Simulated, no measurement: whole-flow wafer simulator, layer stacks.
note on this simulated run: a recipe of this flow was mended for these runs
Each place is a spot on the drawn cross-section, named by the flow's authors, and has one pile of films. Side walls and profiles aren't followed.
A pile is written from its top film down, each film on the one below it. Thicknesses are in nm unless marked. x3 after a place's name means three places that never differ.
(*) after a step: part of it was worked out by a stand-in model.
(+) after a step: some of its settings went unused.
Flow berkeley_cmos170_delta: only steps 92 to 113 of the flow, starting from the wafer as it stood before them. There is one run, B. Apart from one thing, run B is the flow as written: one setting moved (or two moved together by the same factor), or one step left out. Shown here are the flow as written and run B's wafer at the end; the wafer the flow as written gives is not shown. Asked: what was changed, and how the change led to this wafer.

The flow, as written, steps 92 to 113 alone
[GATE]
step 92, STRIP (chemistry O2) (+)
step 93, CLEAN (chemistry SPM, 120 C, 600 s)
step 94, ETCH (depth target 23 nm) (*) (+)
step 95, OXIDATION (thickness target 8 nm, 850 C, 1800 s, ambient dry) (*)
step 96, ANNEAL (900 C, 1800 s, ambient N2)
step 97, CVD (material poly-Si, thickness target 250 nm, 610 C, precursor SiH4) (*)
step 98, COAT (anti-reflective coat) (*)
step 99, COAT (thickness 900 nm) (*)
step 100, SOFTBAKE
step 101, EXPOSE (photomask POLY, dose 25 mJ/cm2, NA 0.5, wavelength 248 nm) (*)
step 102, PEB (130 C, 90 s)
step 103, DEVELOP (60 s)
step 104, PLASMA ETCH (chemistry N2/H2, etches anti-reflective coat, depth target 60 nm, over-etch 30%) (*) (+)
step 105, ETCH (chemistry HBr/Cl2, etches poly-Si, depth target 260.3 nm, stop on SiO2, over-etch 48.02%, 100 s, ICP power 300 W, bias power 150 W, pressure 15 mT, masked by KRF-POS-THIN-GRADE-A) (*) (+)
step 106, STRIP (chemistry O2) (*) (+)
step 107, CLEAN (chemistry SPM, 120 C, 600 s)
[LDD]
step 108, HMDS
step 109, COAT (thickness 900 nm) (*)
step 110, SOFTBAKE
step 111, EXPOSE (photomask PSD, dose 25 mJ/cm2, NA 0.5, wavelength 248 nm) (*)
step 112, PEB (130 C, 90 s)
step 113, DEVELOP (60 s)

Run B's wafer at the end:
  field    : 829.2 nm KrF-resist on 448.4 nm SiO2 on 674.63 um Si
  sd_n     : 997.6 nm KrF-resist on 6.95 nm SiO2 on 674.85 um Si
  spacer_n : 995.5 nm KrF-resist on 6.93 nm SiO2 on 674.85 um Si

What caused this: step 97, CVD: thickness target 280 nm was run, while the flow as written has thickness target 250 nm.

Step by step, how the change led to this:
  step 97, CVD (material poly-Si, thickness target 250 nm, 610 C, precursor SiH4) (*)
      field, sd_n, spacer_n and 6 more: poly-Si gains 280 (new film) (it would be, as written: poly-Si gains 250 (new film))
  step 105, ETCH (chemistry HBr/Cl2, etches poly-Si, depth target 260.3 nm, stop on SiO2, over-etch 48.02%, 100 s, ICP power 300 W, bias power 150 W, pressure 15 mT, masked by KRF-POS-THIN-GRADE-A) (*) (+)
      field: poly-Si loses 275.3 (all of it), SiO2 loses 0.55 (it would be, as written: poly-Si loses 245.4 (all of it), SiO2 loses 1.77)
      sd_n: poly-Si loses 278.7 (all of it), SiO2 loses 0.53 (it would be, as written: poly-Si loses 248.7 (all of it), SiO2 loses 1.52)
      (also at 5 further places)
  step 109, COAT (thickness 900 nm) (*)
      gate: KrF-resist gains 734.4 (new film) (it would be, as written: KrF-resist gains 758.7 (new film))
      gate_p: KrF-resist gains 730.2 (new film) (it would be, as written: KrF-resist gains 754.5 (new film))
  step 113, DEVELOP (60 s)
      gate_p: KrF-resist loses 728.7 (all of it) (it would be, as written: KrF-resist loses 752.9 (all of it))
